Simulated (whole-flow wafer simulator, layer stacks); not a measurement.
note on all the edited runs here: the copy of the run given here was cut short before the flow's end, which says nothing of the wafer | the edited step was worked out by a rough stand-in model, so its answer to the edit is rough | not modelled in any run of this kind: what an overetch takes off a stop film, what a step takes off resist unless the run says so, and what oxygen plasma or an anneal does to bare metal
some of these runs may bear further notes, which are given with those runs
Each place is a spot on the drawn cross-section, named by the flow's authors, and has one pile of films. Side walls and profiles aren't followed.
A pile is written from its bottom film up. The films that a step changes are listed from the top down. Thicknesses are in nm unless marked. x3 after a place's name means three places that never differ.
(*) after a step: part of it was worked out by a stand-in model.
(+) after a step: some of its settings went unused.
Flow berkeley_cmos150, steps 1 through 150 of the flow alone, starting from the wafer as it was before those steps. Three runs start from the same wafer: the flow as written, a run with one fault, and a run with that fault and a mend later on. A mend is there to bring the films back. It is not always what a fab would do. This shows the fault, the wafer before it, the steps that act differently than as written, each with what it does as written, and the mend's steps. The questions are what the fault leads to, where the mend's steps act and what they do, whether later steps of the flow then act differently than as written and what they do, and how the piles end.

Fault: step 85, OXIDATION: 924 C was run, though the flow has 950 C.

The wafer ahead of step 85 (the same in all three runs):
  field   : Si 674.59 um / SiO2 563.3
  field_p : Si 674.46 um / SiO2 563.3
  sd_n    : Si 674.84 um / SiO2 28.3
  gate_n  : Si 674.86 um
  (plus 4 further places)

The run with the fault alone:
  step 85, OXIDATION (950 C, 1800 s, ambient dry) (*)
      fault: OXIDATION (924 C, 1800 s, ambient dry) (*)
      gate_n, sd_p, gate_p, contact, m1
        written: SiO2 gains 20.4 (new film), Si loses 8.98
        fault: SiO2 gains 15.6 (new film), Si loses 6.88
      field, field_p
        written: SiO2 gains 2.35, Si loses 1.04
        fault: SiO2 gains 1.64, Si loses 0.72
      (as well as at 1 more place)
  Steps further on in the flow that do not act as written (not shown: 22 more steps that differ only slightly, by at most 2% or 0.5 nm, whichever is larger):
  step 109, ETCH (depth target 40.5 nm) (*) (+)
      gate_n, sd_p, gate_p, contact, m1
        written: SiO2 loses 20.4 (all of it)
        fault: SiO2 loses 15.6 (all of it)
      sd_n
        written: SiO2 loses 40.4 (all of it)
        fault: SiO2 loses 37 (all of it)
  At the end the piles are close to the flow's at the places that both follow, differing by at most 2% or 0.5 nm, whichever is larger.

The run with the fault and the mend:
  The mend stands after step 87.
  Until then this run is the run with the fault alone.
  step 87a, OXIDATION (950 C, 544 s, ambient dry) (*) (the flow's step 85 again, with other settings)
      gate_n, sd_p, gate_p, contact, m1
        SiO2 gains 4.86, Si loses 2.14
      field, field_p
        SiO2 gains 0.71, Si loses 0.31
      sd_n
        SiO2 gains 3.4, Si loses 1.5
  None of the later steps of the flow differs from how it acts as written, at any place that is followed, by more than 2% or 0.5 nm, whichever is larger.
  At the end the piles are close to the flow's at the places that both follow, differing by at most 2% or 0.5 nm, whichever is larger.
